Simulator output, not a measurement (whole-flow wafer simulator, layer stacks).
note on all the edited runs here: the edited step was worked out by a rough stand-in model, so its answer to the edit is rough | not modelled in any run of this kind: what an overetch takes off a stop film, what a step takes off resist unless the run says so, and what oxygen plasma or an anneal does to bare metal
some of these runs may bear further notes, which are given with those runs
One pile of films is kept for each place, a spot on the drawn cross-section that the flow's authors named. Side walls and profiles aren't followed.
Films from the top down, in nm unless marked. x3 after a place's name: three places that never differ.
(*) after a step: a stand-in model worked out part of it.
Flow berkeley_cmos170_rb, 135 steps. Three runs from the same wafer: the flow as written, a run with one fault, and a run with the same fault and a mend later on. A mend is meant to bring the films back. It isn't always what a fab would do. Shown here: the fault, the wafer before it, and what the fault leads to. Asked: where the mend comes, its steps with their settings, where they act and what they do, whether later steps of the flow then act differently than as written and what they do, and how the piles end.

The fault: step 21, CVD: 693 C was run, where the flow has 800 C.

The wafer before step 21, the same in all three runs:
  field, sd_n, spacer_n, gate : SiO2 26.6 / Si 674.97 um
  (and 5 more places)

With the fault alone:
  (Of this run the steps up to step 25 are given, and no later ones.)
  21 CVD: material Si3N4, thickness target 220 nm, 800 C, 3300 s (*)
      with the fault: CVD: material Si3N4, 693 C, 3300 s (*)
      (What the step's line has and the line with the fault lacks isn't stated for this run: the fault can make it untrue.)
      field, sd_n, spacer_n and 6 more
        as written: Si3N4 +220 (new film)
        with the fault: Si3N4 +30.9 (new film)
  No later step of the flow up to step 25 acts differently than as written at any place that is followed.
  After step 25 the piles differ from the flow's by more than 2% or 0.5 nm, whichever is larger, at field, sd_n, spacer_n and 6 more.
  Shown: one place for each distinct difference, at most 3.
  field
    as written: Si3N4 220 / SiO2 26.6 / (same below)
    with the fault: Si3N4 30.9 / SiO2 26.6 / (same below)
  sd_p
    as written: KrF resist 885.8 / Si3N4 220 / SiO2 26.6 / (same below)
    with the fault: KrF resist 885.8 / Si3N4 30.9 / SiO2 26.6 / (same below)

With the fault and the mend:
  The mend comes after step 21.
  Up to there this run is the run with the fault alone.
  21a ETCH: chemistry h3po4, depth target 35.51 nm
      field, sd_n, spacer_n and 6 more
        Si3N4 -30.9 (all of it)
  21b CLEAN (*) (the flow's step 18 once more)
      changes no film at any place that is followed
  21c CVD: material Si3N4, thickness target 220 nm, 800 C, 3300 s (*) (the flow's step 21 once more)
      field, sd_n, spacer_n and 6 more
        Si3N4 +220 (new film)
  No later step of the flow acts differently than as written at any place that is followed.
  At the end the piles are the same as the flow's at every place that both follow.
